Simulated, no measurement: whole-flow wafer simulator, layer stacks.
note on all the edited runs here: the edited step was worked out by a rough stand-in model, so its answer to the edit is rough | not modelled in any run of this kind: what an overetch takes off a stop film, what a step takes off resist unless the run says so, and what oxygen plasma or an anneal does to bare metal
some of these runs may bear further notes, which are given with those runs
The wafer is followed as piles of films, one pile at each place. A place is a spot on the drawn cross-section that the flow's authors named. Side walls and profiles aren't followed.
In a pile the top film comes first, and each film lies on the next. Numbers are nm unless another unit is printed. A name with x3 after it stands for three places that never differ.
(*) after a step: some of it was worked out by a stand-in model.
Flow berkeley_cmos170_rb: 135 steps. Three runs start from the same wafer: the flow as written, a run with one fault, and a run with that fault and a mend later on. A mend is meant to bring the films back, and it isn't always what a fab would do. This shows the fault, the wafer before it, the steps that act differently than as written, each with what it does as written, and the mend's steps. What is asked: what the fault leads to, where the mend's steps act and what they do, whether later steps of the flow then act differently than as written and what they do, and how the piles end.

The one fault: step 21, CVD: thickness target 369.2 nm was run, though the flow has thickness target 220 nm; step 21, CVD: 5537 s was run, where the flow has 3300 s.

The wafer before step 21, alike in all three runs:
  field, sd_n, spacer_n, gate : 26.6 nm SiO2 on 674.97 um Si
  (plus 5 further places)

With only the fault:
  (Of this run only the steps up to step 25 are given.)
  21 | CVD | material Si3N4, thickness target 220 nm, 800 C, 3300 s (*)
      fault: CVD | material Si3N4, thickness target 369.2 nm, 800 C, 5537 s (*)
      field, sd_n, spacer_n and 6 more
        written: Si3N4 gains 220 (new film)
        fault: Si3N4 gains 369.2 (new film)
  Every later step of the flow up to step 25 that is run acts as written at every place that is followed.
  The piles after step 25 differ from the flow's at field, sd_n, spacer_n and 6 more by more than 2% or 0.5 nm, whichever is larger.
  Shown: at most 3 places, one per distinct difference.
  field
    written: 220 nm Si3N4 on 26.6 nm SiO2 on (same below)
    fault: 369.2 nm Si3N4 on 26.6 nm SiO2 on (same below)
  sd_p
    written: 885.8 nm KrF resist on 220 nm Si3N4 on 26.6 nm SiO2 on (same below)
    fault: 885.8 nm KrF resist on 369.2 nm Si3N4 on 26.6 nm SiO2 on (same below)

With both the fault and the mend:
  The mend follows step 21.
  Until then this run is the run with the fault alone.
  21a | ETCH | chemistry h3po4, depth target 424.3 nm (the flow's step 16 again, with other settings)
      field, sd_n, spacer_n and 6 more
        Si3N4 loses 369.2 (all of it)
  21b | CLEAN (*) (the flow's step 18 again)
      alters no film at any place that is followed
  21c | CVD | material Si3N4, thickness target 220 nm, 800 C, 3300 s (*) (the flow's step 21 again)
      field, sd_n, spacer_n and 6 more
        Si3N4 gains 220 (new film)
  Every later step of the flow that is run acts as written at every place that is followed.
  At every place that both follow, the piles at the end match the flow's.
